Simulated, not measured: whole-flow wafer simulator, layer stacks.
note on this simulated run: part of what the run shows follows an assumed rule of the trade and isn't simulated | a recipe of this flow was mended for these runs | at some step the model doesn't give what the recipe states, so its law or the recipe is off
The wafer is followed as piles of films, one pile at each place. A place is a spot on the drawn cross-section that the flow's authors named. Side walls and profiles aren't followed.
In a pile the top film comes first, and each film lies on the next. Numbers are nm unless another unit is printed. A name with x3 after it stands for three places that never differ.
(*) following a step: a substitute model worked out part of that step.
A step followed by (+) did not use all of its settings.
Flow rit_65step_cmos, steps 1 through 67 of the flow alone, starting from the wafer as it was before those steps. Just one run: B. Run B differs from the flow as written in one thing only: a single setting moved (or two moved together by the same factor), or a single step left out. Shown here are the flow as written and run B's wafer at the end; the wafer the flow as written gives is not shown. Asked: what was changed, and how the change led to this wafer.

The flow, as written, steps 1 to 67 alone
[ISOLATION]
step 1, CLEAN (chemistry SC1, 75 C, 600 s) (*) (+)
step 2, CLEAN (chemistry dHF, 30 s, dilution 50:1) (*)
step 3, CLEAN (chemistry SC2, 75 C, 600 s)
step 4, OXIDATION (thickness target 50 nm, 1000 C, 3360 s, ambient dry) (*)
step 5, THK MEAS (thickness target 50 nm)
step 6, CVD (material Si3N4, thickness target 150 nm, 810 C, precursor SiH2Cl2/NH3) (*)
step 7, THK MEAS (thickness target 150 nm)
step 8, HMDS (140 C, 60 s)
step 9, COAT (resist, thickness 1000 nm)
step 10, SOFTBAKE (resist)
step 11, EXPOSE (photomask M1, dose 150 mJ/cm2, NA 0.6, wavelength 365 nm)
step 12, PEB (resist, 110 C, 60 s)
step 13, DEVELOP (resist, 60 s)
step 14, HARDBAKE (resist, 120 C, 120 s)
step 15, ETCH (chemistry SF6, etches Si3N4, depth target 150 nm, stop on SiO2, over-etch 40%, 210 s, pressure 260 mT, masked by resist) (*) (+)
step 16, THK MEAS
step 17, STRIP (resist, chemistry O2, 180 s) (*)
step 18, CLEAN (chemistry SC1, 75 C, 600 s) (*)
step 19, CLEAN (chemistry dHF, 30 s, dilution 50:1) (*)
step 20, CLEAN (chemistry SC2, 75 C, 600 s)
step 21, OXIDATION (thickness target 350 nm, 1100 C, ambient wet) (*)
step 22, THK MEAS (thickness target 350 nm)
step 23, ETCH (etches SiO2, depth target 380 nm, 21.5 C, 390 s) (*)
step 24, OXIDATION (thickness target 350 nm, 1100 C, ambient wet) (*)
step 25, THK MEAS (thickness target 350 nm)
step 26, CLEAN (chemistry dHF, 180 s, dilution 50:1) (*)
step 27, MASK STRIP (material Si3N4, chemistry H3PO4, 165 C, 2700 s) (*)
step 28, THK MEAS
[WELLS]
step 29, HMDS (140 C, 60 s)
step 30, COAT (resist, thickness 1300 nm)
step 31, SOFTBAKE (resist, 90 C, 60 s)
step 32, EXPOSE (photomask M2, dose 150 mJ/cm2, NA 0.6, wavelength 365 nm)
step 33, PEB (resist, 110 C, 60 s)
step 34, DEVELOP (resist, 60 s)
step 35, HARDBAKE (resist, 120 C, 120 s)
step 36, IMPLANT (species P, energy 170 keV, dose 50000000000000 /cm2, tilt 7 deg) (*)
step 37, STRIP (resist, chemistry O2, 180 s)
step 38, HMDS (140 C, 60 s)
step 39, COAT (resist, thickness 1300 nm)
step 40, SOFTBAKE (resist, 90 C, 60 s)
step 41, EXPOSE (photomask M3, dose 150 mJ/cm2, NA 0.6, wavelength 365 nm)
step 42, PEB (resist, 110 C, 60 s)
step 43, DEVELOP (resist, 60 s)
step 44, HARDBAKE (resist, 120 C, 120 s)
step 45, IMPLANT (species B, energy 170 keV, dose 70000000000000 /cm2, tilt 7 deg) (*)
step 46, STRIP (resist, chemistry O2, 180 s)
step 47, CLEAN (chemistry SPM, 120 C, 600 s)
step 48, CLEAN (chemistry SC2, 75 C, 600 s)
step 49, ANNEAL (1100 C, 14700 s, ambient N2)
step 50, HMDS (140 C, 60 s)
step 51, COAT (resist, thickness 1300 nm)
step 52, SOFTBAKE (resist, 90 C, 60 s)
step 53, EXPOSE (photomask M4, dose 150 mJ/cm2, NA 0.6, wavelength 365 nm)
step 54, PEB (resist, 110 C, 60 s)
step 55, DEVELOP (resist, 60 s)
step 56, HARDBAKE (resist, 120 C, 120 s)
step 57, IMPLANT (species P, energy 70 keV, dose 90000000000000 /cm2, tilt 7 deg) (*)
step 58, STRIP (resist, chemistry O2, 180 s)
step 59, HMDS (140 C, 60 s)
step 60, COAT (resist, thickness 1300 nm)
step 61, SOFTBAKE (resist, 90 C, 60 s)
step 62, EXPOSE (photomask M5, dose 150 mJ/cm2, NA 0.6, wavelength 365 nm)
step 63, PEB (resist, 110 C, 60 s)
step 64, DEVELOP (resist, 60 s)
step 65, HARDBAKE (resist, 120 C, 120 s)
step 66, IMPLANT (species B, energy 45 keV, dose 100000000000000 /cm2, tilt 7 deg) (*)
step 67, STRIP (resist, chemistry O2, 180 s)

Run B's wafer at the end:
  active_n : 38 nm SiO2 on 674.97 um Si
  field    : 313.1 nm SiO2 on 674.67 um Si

What caused this: step 27, MASK STRIP: 174 C was run, whereas the flow has 165 C.

The path from the change to this, step by step:
  step 27, MASK STRIP (material Si3N4, chemistry H3PO4, 165 C, 2700 s) (*)
      active_n, active_p, gate_n and 7 more: Si3N4 loses 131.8 (all of it), SiO2 loses 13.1 (as written it would have been: Si3N4 loses 131.8 (all of it), SiO2 loses 5.64)
      field, field_pw, field_nw, field_p: SiO2 loses 20.2 (as written it would have been: SiO2 loses 10.7)
